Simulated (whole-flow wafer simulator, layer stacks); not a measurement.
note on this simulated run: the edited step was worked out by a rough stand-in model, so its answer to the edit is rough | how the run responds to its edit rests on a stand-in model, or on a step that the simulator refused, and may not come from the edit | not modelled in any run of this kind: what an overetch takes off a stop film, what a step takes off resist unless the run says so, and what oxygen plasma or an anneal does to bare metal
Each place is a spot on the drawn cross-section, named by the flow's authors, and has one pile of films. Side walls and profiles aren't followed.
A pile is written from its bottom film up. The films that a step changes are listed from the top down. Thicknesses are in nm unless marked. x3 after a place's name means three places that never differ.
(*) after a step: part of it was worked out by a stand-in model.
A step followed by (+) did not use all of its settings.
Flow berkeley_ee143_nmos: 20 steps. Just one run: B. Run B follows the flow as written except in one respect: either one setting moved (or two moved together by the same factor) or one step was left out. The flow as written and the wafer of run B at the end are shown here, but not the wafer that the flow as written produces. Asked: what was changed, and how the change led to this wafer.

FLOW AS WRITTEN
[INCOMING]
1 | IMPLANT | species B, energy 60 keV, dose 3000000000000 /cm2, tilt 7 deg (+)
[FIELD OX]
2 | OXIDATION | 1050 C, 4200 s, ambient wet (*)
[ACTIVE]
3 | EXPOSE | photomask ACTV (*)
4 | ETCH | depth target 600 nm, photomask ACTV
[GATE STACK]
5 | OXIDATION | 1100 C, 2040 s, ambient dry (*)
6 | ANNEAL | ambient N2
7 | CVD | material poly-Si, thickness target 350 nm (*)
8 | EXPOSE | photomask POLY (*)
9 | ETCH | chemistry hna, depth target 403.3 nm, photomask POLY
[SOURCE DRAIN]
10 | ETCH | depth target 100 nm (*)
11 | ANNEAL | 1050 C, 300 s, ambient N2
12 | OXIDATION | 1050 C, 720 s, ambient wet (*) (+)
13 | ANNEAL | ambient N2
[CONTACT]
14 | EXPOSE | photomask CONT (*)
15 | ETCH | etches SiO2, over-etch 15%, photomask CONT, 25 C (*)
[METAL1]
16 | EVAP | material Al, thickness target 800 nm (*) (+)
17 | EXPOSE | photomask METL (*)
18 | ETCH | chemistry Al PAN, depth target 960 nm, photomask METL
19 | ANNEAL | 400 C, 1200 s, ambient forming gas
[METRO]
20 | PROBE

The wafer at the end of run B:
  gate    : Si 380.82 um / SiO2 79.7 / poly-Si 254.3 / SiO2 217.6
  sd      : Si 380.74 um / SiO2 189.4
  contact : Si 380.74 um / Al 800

Cause: step 2, OXIDATION: 1680 s was run, while the flow as written has 4200 s.

Step by step, how the change led to this:
  2 | OXIDATION | 1050 C, 4200 s, ambient wet (*)
      gate, sd, contact, field: +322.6 SiO2 (new film), -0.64 chemical SiO2 (all of it), -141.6 Si (as written it would have been: +566.4 SiO2 (new film), -0.64 chemical SiO2 (all of it), -248.9 Si)
  4 | ETCH | depth target 600 nm, photomask ACTV
      gate, sd, contact: -322.6 SiO2 (all of it) (as written it would have been: -566.4 SiO2 (all of it))
  5 | OXIDATION | 1100 C, 2040 s, ambient dry (*)
      field: +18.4 SiO2, -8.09 Si (as written it would have been: +11.6 SiO2, -5.1 Si)
  12 | OXIDATION | 1050 C, 720 s, ambient wet (*) (+)
      field: +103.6 SiO2, -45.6 Si (as written it would have been: +69.1 SiO2, -30.4 Si)
